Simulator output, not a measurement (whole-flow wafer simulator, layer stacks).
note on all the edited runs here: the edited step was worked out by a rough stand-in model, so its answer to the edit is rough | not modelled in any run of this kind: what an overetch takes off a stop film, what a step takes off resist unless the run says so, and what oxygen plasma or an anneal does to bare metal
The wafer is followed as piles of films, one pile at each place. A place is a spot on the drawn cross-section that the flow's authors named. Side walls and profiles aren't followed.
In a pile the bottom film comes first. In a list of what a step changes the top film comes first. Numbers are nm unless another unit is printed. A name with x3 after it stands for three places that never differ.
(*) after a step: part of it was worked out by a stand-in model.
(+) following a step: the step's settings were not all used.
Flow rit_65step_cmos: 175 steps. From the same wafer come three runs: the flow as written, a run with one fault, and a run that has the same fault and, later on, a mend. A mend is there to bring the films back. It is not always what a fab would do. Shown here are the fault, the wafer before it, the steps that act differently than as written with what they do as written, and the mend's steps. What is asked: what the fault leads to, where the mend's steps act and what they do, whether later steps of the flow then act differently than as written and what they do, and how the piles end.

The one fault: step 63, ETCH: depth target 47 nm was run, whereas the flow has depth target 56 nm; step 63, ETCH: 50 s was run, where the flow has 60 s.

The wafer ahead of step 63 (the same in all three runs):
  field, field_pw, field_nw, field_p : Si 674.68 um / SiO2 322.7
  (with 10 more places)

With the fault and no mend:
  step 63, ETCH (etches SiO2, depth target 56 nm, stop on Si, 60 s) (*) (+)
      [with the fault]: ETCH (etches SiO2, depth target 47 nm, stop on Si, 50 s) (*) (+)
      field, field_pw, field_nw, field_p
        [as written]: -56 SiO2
        [with the fault]: -46.7 SiO2
  Later steps of the flow that are run all act as written at every place that is followed, up to a difference of at most 2% or 0.5 nm, whichever is larger.
  At the end the piles are close to the flow's at the places that both follow, differing by at most 2% or 0.5 nm, whichever is larger.

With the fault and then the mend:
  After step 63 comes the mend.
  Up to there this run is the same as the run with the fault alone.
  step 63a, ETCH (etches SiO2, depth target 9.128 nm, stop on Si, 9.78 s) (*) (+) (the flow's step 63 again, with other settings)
      field, field_pw, field_nw, field_p
        -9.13 SiO2
  Later steps of the flow that are run all act as written at every place that is followed, up to a difference of at most 2% or 0.5 nm, whichever is larger.
  At the end the piles are close to the flow's at the places that both follow, differing by at most 2% or 0.5 nm, whichever is larger.
